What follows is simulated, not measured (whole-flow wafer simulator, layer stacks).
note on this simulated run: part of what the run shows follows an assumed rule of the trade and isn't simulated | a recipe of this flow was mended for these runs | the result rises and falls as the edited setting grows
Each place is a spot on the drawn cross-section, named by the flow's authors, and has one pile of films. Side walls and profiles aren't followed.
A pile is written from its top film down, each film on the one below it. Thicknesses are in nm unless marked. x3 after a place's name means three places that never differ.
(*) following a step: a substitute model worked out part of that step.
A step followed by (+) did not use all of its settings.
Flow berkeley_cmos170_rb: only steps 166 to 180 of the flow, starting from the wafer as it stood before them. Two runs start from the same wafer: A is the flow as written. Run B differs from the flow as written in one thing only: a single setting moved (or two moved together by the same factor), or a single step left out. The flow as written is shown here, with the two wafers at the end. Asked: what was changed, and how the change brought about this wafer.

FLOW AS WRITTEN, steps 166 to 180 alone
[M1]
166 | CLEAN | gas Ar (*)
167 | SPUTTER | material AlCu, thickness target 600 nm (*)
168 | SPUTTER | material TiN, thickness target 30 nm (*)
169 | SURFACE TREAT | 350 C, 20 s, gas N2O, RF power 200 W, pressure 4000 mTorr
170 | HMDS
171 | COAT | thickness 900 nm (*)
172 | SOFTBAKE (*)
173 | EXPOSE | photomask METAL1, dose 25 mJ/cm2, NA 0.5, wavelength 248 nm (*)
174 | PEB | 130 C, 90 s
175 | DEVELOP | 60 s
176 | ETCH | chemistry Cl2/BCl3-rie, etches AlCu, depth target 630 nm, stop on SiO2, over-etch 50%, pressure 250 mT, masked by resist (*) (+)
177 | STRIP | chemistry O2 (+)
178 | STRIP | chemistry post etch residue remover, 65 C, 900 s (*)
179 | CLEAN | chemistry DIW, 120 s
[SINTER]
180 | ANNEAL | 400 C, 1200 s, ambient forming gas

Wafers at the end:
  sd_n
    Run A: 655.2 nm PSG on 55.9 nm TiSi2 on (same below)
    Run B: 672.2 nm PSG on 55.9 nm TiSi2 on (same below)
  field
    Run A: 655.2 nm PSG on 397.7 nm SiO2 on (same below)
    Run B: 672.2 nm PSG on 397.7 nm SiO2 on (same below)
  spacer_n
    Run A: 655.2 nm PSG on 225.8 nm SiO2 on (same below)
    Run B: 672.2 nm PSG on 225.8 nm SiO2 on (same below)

The reason: step 176, ETCH: depth target 539 nm was run, though the flow has depth target 630 nm.

Step by step, how the change led to this:
  176 | ETCH | chemistry Cl2/BCl3-rie, etches AlCu, depth target 630 nm, stop on SiO2, over-etch 50%, pressure 250 mT, masked by resist (*) (+)
      field, sd_n, spacer_n, gate, spacer_p, gate_p: A -30 TiN (all of it), -600 AlCu (all of it), -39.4 PSG | B -30 TiN (all of it), -600 AlCu (all of it), -22.3 PSG
      contact, m1: A -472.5 KrF-resist | B -518.8 KrF-resist
      (and at 1 other place as well)
  177 | STRIP | chemistry O2 (+)
      contact: A -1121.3 KrF-resist (all of it) | B -1075 KrF-resist (all of it)
      m1: A -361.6 KrF-resist (all of it) | B -315.3 KrF-resist (all of it)
